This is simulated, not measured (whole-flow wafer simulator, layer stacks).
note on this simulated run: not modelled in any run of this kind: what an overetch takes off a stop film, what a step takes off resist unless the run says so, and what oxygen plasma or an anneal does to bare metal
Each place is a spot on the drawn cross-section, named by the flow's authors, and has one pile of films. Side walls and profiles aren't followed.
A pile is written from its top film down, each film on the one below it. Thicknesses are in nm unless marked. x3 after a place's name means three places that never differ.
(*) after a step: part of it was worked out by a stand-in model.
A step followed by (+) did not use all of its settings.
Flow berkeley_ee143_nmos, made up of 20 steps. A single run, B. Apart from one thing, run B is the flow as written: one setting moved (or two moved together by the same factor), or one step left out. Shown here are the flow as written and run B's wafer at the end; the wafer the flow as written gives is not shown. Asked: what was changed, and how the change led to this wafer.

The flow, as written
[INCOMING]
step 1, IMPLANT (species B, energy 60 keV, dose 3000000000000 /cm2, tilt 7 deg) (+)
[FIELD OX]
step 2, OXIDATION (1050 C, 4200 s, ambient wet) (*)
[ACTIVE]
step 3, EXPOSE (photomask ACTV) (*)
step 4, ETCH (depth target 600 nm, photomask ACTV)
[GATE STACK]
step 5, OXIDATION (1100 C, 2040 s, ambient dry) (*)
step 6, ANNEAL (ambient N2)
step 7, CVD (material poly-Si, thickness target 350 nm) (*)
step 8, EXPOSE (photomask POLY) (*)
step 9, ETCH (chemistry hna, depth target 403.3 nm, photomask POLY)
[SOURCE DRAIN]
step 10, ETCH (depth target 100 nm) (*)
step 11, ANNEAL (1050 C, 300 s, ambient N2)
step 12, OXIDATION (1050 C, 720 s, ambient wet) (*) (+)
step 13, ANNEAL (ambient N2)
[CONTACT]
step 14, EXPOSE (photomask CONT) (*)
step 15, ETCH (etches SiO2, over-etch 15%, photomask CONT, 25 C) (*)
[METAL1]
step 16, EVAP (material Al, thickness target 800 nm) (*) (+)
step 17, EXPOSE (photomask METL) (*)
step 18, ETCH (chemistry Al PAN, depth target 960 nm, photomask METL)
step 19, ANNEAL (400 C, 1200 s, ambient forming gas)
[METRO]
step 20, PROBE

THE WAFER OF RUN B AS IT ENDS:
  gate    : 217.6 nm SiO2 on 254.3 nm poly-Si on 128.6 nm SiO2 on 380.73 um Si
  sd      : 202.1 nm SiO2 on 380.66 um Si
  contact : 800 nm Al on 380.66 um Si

Cause: step 4, ETCH: depth target 478 nm was run, though the flow has depth target 600 nm.

How this came from the change, step by step:
  step 4, ETCH (depth target 600 nm, photomask ACTV)
      gate, sd, contact: -478 SiO2 (as written it would have been: -566.4 SiO2 (all of it))
  step 5, OXIDATION (1100 C, 2040 s, ambient dry) (*)
      gate, sd, contact: +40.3 SiO2, -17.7 Si (as written it would have been: +79.7 SiO2 (new film), -35.1 Si)
  step 10, ETCH (depth target 100 nm) (*)
      sd, contact: -100 SiO2 (as written it would have been: -79.7 SiO2 (all of it))
  step 12, OXIDATION (1050 C, 720 s, ambient wet) (*) (+)
      sd, contact: +173.4 SiO2, -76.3 Si (as written it would have been: +189.4 SiO2 (new film), -83.4 Si)
  step 15, ETCH (etches SiO2, over-etch 15%, photomask CONT, 25 C) (*)
      contact: -202.1 SiO2 (all of it) (as written it would have been: -189.4 SiO2 (all of it))
